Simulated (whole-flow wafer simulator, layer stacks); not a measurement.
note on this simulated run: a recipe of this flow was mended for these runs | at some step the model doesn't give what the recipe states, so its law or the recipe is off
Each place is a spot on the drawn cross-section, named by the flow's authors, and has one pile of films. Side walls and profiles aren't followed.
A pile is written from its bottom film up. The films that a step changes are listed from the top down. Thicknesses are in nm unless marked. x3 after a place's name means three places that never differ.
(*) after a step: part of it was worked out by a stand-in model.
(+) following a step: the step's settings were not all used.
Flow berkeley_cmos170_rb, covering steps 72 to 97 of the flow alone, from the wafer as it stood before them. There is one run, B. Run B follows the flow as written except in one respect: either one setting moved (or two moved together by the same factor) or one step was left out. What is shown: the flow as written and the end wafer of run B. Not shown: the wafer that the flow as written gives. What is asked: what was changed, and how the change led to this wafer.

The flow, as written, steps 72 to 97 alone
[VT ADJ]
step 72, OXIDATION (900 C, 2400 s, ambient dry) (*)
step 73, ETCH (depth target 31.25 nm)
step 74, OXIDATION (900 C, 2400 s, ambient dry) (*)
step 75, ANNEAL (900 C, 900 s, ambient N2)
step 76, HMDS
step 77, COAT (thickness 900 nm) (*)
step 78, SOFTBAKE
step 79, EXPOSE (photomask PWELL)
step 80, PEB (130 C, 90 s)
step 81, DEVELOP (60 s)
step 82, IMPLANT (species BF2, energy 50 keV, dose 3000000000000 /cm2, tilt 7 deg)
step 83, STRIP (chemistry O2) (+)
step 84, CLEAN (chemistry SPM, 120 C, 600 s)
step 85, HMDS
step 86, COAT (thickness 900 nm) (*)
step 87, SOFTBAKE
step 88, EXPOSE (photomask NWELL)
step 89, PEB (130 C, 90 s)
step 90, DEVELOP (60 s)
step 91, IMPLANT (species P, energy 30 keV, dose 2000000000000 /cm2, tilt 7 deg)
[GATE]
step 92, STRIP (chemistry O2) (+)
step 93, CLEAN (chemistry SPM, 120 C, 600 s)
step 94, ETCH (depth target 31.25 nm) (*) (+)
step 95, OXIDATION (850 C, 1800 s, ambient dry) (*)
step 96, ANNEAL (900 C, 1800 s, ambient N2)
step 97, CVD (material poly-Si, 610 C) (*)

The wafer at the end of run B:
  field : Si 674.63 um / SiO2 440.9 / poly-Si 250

Cause: step 73, ETCH: depth target 22.13 nm was run, while the flow as written has depth target 31.25 nm.

How this came from the change, step by step:
  step 73, ETCH (depth target 31.25 nm)
      field: SiO2 loses 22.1 (in the flow as written it would be: SiO2 loses 31.2)
